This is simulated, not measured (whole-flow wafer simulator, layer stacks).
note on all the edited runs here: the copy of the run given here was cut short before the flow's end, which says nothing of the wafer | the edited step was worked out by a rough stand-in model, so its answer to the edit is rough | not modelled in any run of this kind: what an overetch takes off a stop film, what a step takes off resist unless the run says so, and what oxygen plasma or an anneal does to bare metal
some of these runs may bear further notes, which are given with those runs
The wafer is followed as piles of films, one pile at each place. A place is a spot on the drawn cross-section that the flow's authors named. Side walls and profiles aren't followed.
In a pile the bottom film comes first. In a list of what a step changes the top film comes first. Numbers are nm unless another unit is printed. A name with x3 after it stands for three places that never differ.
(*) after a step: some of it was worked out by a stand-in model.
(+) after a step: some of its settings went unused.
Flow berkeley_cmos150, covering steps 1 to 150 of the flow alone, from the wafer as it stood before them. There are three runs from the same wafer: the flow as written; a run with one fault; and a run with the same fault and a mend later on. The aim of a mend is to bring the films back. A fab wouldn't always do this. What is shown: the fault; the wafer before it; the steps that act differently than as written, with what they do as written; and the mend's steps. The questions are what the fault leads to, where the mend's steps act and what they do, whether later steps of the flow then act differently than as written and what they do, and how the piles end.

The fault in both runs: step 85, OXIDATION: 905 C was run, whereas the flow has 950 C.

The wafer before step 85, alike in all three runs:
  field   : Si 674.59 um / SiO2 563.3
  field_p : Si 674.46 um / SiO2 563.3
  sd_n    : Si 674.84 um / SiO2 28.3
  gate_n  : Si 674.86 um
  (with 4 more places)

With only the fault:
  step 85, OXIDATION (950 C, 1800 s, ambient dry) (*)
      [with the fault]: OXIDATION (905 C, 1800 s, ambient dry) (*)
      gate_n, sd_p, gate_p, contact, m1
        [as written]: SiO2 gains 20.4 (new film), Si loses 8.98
        [with the fault]: SiO2 gains 13.1 (new film), Si loses 5.76
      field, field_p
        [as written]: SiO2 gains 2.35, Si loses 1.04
        [with the fault]: SiO2 gains 1.17, Si loses 0.51
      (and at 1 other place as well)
  Steps later in the flow that act otherwise than as written (22 other steps are not shown; they differ only slightly, by no more than 2% or 0.5 nm, whichever is larger):
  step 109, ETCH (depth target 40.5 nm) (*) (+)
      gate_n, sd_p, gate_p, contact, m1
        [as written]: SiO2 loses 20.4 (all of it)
        [with the fault]: SiO2 loses 13.1 (all of it)
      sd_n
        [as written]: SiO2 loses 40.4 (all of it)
        [with the fault]: SiO2 loses 35.1 (all of it)
  The piles end only slightly different from the flow's at the places that both follow, by no more than 2% or 0.5 nm, whichever is larger.

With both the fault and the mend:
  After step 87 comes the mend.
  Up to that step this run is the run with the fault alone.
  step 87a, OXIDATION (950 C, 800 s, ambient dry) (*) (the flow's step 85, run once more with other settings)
      gate_n, sd_p, gate_p, contact, m1
        SiO2 gains 7.31, Si loses 3.22
      field, field_p
        SiO2 gains 1.04, Si loses 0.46
      sd_n
        SiO2 gains 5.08, Si loses 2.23
  Later steps of the flow that are run all act as written at every place that is followed, up to a difference of at most 2% or 0.5 nm, whichever is larger.
  The piles end only slightly different from the flow's at the places that both follow, by no more than 2% or 0.5 nm, whichever is larger.
